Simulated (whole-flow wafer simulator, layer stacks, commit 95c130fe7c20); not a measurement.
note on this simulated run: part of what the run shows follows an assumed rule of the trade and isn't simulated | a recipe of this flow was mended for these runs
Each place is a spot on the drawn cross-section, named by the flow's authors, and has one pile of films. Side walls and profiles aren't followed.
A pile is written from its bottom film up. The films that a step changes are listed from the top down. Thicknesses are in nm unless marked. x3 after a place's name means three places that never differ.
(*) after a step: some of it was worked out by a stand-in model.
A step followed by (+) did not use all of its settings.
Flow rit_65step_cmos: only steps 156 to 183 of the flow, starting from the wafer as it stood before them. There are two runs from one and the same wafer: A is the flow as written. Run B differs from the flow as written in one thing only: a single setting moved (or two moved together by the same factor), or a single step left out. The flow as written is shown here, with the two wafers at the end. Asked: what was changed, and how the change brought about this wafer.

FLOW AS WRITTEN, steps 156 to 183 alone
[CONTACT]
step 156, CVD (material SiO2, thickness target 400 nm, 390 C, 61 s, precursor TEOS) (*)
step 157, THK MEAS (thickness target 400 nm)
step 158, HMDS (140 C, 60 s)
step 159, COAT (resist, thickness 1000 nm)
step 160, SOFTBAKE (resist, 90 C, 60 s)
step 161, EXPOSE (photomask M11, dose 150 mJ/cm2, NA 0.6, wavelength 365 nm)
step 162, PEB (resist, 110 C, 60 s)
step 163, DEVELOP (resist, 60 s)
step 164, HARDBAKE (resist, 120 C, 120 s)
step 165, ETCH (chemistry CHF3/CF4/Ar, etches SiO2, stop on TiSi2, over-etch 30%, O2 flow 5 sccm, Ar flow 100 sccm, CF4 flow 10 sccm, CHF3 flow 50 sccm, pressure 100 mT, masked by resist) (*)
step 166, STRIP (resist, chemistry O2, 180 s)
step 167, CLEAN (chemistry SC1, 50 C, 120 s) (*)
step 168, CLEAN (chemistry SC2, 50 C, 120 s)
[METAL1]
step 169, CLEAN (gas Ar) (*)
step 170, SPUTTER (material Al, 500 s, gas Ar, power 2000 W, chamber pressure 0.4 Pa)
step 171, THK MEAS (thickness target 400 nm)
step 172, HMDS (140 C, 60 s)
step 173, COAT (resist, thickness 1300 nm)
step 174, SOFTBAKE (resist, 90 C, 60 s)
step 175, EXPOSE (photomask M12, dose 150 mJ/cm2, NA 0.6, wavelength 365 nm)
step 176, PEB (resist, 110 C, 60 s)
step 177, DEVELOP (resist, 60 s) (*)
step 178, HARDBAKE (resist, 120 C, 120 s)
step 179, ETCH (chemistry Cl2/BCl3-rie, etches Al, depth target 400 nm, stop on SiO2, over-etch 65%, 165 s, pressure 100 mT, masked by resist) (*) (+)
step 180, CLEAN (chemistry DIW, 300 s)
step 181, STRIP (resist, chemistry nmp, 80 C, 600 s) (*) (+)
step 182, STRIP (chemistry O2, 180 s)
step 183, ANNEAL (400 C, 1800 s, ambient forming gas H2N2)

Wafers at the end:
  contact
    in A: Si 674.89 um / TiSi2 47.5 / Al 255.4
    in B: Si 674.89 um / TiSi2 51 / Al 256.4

The reason: step 165, ETCH: over-etch 12.4% was run, though the flow has over-etch 30%.

The path from the change to this, step by step:
  step 165, ETCH (chemistry CHF3/CF4/Ar, etches SiO2, stop on TiSi2, over-etch 30%, O2 flow 5 sccm, Ar flow 100 sccm, CF4 flow 10 sccm, CHF3 flow 50 sccm, pressure 100 mT, masked by resist) (*)
      field, field_pw, field_nw and 10 more: A resist loses 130 | B resist loses 112.4
      contact: A SiO2 loses 400 (all of it), TiSi2 loses 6 | B SiO2 loses 400 (all of it), TiSi2 loses 2.48
  step 166, STRIP (resist, chemistry O2, 180 s)
      active_n, active_p: A resist loses 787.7 (all of it) | B resist loses 805.3 (all of it)
      field: A resist loses 847 (all of it) | B resist loses 864.6 (all of it)
      (as well as at 10 more places)
